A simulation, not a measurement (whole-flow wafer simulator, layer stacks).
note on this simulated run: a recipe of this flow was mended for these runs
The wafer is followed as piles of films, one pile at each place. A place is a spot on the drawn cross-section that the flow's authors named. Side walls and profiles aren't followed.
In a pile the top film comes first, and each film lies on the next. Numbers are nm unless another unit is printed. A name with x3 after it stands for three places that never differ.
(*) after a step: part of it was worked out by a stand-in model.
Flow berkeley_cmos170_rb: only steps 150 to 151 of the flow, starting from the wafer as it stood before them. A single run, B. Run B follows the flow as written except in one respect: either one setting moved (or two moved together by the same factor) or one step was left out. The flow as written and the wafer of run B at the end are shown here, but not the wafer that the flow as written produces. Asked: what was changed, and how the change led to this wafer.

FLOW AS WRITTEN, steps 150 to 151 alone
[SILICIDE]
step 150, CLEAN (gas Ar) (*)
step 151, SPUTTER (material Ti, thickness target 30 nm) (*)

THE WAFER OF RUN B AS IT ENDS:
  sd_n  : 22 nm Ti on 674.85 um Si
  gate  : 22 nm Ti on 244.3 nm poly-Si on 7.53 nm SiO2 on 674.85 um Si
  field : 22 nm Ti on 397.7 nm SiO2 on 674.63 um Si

What caused this: step 151, SPUTTER: thickness target 22 nm was run, whereas the flow has thickness target 30 nm.
The wafer lets one read it off: sd_n has Ti 22, and step 151 as written asks for 30 nm.

The path from the change to this, step by step:
  step 151, SPUTTER (material Ti, thickness target 30 nm) (*)
      field, sd_n, spacer_n, gate, spacer_p, gate_p, contact, m1: Ti gains 22 (new film) (it would be, as written: Ti gains 30 (new film))
      sd_p: Ti gains 20.5 (new film) (it would be, as written: Ti gains 27.9 (new film))
